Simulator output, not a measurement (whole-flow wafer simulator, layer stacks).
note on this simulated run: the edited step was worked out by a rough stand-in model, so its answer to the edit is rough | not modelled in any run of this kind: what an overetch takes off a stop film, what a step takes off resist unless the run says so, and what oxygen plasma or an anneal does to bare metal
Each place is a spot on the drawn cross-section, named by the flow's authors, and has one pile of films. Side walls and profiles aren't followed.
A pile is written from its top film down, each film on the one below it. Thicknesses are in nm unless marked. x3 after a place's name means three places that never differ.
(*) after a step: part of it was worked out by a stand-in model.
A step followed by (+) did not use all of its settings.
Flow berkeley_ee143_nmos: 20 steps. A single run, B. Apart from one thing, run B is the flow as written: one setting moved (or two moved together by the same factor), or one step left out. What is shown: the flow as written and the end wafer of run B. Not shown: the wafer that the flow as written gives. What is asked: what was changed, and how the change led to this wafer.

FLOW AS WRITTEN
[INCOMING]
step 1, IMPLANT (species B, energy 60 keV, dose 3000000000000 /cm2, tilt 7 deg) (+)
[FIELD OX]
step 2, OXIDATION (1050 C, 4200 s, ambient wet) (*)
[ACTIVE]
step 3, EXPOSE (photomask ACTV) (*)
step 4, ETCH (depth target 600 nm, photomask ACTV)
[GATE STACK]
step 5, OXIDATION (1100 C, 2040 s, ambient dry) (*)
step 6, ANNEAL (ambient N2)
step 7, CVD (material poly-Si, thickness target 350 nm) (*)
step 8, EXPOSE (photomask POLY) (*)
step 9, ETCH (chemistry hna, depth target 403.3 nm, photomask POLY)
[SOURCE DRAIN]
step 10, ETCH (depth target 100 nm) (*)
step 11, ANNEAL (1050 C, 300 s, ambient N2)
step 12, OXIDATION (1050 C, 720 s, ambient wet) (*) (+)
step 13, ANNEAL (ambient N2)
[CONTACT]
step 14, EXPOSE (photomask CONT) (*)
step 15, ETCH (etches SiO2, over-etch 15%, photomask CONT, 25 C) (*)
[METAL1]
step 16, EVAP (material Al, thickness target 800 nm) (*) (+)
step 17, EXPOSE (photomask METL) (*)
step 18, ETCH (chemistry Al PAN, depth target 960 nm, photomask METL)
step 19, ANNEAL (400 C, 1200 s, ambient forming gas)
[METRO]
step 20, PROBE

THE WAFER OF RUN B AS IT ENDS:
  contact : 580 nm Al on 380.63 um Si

What caused this: step 16, EVAP: thickness target 580 nm was run, though the flow has thickness target 800 nm.
The wafer lets one read it off: contact has Al 580, and step 16 as written asks for 800 nm.

Step by step, how the change led to this:
  step 16, EVAP (material Al, thickness target 800 nm) (*) (+)
      gate, sd, contact, field: +580 Al (new film) (it would be, as written: +800 Al (new film))
  step 18, ETCH (chemistry Al PAN, depth target 960 nm, photomask METL)
      gate, sd, field: -580 Al (all of it) (it would be, as written: -800 Al (all of it))
